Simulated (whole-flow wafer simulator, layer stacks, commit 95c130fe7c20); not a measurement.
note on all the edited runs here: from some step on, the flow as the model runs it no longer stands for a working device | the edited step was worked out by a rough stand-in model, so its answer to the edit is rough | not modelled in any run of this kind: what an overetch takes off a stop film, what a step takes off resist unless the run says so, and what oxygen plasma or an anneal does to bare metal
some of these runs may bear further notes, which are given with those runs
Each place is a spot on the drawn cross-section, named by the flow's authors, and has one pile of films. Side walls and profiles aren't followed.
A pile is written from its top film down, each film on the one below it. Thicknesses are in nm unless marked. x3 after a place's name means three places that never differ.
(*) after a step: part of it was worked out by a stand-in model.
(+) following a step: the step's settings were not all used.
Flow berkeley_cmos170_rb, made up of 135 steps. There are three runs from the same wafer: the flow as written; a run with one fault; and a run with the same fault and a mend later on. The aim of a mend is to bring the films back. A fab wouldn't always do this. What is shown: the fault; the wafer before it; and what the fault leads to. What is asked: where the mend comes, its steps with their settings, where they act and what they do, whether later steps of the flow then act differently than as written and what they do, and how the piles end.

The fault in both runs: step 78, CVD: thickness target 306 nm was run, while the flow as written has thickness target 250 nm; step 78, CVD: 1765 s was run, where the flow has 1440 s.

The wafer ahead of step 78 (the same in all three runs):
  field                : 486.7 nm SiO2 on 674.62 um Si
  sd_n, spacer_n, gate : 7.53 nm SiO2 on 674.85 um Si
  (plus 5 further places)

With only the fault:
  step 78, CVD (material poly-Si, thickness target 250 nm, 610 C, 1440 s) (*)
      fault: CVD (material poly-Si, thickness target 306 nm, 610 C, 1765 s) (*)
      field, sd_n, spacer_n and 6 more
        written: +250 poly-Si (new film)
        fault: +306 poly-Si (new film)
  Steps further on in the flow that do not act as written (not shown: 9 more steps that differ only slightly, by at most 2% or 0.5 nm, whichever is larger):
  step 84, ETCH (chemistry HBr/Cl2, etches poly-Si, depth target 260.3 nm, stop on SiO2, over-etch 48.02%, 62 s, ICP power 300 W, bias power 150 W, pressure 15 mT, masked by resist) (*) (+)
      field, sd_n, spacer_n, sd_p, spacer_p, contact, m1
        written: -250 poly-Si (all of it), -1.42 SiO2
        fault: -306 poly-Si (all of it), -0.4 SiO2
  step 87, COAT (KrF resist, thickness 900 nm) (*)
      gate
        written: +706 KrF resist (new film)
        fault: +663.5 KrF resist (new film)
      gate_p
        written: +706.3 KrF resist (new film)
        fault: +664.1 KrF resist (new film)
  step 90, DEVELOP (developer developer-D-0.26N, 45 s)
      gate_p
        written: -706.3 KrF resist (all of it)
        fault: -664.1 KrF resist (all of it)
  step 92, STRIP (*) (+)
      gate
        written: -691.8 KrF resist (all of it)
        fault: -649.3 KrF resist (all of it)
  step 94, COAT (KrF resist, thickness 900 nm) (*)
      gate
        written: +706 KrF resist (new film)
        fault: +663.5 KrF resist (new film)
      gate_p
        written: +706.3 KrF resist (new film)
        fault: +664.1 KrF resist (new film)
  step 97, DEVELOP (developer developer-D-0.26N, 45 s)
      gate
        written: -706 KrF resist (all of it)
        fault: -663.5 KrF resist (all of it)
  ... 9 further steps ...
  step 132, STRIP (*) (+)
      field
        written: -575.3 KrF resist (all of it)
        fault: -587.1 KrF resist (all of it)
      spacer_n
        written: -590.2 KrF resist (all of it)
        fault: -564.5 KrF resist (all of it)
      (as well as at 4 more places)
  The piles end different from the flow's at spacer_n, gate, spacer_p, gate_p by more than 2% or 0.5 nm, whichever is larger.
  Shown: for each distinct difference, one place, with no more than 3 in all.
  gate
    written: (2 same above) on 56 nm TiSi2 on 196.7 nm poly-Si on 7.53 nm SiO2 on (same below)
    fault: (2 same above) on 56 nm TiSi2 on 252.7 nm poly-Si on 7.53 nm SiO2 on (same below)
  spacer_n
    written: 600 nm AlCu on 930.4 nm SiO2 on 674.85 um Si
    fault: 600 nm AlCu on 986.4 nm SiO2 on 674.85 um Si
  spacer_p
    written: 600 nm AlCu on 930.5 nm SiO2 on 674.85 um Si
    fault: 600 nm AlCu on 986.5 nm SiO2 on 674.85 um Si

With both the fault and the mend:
  The mend stands after step 78.
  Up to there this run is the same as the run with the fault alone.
  step 78a, ETCH (chemistry tmah, depth target 351.9 nm)
      field, sd_n, spacer_n and 6 more
        -306 poly-Si (all of it)
  step 78b, CLEAN (*) (the flow's step 74, run once more)
      does not change any film at any place that is followed
  step 78c, CVD (material poly-Si, thickness target 250 nm, 610 C, 1440 s) (*) (the flow's step 78, run once more)
      field, sd_n, spacer_n and 6 more
        +250 poly-Si (new film)
  None of the later steps of the flow acts differently than as written at any place that is followed.
  By the end, the piles equal the flow's at every place that both follow.
